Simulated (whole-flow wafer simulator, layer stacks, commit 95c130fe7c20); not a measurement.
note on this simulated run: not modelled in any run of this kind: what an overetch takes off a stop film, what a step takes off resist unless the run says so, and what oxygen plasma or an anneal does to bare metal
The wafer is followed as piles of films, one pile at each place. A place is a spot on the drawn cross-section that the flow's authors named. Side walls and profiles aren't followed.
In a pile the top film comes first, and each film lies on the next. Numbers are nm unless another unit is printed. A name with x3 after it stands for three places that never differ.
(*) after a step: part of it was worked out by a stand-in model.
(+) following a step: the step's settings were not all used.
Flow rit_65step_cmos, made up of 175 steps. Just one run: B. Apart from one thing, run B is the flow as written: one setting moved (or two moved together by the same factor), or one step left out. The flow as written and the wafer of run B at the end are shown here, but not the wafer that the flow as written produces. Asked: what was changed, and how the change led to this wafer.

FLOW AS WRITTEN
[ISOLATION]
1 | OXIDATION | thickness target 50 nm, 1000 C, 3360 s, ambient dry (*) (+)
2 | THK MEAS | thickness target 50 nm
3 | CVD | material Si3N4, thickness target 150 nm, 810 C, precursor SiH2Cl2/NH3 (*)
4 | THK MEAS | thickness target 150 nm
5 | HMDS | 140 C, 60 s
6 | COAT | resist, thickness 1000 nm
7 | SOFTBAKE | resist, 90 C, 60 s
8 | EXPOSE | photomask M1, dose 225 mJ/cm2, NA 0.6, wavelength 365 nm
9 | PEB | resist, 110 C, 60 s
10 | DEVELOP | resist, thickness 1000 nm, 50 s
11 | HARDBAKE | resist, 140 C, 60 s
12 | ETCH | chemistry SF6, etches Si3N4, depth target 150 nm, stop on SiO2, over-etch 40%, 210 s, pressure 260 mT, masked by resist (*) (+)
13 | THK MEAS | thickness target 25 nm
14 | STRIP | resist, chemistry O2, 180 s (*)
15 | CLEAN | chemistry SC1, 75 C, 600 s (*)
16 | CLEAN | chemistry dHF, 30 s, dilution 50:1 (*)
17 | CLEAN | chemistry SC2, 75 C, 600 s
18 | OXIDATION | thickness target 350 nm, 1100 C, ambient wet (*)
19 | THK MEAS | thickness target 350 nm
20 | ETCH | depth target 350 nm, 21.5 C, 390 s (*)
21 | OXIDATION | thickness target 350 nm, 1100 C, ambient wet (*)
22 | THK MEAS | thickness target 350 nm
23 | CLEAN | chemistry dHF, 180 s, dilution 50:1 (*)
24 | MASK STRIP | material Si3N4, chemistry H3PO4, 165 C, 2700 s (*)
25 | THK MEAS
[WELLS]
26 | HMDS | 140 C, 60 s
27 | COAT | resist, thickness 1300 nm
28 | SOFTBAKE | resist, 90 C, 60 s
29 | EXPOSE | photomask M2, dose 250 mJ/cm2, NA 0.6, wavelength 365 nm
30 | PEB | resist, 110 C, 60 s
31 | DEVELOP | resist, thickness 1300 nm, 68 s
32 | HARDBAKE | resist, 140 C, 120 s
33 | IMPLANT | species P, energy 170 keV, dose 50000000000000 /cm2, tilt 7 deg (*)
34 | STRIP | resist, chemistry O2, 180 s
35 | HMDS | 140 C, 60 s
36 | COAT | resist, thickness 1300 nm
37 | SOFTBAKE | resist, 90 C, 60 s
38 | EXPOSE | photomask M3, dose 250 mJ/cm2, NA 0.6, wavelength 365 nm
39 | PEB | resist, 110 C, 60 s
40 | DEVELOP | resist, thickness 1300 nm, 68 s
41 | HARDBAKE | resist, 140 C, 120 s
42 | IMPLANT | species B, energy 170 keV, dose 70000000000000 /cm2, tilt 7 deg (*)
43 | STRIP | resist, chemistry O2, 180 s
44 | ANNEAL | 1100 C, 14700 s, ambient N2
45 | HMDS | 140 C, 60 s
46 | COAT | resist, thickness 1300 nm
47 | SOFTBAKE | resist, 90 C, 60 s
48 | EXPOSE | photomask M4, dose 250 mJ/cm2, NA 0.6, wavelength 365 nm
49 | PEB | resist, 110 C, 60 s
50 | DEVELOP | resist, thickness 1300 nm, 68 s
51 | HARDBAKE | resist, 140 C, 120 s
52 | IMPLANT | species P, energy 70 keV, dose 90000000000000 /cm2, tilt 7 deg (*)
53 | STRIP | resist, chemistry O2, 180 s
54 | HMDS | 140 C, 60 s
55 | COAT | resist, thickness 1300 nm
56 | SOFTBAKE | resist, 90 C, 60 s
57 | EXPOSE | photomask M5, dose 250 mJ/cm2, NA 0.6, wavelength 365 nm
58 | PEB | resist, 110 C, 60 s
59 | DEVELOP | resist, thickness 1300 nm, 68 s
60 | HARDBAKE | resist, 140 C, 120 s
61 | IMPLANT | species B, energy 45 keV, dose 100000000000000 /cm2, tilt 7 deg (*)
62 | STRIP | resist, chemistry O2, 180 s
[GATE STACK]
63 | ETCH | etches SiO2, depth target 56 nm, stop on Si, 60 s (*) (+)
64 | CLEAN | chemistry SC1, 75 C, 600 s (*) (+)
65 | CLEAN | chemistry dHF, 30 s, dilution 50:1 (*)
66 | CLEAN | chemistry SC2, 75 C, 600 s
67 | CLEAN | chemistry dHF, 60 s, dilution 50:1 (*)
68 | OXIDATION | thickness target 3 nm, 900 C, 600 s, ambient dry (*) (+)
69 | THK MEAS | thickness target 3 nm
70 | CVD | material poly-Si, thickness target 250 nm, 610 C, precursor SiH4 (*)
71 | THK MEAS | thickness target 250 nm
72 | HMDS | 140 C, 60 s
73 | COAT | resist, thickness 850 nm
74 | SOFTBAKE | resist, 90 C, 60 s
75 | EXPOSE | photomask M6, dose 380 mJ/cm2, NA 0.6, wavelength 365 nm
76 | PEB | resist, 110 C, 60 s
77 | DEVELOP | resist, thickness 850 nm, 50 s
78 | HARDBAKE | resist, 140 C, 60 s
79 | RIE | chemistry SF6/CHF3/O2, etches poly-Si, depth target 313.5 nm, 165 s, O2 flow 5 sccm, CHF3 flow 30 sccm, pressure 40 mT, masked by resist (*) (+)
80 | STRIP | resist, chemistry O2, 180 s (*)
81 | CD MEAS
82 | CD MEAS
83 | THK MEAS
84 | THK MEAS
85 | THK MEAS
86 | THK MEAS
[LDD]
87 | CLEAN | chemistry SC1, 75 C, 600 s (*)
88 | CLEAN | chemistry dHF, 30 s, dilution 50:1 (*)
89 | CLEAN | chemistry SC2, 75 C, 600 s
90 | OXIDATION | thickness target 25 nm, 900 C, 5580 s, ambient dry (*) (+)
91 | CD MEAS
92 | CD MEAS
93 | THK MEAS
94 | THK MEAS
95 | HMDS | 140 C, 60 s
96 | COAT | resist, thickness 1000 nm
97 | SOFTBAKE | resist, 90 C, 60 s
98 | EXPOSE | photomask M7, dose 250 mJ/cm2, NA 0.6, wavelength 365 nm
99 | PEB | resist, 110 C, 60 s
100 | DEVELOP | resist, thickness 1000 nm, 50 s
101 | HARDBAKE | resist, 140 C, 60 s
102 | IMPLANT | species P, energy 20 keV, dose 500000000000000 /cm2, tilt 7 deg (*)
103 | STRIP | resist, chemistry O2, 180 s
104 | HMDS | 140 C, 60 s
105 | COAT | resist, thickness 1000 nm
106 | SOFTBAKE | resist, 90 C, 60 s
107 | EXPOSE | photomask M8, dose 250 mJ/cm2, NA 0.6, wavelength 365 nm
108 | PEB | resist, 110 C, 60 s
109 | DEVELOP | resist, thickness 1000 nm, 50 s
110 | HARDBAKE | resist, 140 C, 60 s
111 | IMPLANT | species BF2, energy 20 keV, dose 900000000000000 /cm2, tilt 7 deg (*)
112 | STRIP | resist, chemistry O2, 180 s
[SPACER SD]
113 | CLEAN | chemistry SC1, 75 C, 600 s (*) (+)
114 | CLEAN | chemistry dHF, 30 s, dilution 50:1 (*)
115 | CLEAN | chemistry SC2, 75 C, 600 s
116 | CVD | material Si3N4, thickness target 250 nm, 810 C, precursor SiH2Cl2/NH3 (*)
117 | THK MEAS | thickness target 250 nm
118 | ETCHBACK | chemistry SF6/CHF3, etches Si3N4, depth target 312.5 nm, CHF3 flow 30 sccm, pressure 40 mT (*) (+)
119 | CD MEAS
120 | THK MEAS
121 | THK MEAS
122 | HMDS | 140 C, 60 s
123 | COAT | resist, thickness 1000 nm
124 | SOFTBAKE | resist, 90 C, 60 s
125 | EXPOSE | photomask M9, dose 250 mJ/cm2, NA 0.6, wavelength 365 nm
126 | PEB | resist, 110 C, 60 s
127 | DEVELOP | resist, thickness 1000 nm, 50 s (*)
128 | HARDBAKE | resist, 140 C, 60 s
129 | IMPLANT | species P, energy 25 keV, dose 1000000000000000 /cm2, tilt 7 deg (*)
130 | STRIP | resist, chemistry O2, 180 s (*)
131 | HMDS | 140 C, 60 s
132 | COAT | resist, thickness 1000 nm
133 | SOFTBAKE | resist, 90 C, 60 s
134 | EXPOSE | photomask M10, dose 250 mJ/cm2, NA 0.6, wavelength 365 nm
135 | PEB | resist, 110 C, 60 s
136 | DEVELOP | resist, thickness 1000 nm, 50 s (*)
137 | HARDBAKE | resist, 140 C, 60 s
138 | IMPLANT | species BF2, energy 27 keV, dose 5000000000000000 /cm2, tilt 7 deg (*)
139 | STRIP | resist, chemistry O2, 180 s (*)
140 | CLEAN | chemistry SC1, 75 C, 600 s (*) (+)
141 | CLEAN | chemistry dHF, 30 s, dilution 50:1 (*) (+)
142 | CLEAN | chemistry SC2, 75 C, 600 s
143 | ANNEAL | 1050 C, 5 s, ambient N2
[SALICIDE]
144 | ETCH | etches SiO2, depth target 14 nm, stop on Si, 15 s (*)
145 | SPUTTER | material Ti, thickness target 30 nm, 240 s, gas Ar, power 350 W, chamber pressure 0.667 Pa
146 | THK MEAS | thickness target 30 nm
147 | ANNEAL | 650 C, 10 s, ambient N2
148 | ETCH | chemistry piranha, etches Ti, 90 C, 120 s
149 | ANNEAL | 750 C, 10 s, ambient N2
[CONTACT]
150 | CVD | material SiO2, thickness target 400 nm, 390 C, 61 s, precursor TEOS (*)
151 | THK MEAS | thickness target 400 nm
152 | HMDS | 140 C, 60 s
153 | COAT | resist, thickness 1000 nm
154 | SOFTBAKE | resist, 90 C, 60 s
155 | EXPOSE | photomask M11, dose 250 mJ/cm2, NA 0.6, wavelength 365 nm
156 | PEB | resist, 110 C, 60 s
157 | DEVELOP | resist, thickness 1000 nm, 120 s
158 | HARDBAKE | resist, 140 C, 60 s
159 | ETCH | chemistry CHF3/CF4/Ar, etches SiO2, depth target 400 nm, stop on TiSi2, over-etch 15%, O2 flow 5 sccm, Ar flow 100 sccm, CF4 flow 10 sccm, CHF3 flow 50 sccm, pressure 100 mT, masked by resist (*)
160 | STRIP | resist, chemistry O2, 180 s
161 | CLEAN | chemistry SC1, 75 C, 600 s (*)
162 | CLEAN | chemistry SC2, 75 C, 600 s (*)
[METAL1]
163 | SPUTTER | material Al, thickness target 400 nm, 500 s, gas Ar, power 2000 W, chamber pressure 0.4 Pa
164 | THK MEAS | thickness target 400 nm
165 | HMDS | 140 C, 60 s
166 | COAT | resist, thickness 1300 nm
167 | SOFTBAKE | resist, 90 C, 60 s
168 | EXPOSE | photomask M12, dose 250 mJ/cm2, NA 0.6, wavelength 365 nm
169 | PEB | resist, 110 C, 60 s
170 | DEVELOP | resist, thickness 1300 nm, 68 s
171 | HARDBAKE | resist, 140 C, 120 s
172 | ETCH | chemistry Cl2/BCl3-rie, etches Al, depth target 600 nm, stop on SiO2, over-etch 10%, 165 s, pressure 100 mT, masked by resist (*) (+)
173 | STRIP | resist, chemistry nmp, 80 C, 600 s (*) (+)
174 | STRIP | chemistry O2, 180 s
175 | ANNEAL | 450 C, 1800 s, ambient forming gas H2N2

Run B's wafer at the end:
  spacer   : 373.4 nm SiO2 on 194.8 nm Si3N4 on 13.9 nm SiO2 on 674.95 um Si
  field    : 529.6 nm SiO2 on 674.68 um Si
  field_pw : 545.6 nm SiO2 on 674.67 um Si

The reason: step 163, SPUTTER: thickness target 480 nm was run, while the flow as written has thickness target 400 nm.

Step by step, how the change led to this:
  163 | SPUTTER | material Al, thickness target 400 nm, 500 s, gas Ar, power 2000 W, chamber pressure 0.4 Pa
      field, field_pw, field_p, spacer, spacer_p: Al gains 480 (new film) (in the flow as written it would be: Al gains 400 (new film))
      gate_n, gate_p: Al gains 470.6 (new film) (in the flow as written it would be: Al gains 396 (new film))
      (also at 1 further place)
  172 | ETCH | chemistry Cl2/BCl3-rie, etches Al, depth target 600 nm, stop on SiO2, over-etch 10%, 165 s, pressure 100 mT, masked by resist (*) (+)
      field, field_pw, field_p, spacer, spacer_p: Al loses 480 (all of it), SiO2 loses 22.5 (in the flow as written it would be: Al loses 400 (all of it), SiO2 loses 32.5)
      gate_n, gate_p: Al loses 470.6 (all of it), SiO2 loses 23.7 (in the flow as written it would be: Al loses 396 (all of it), SiO2 loses 33)
      (also at 1 further place)
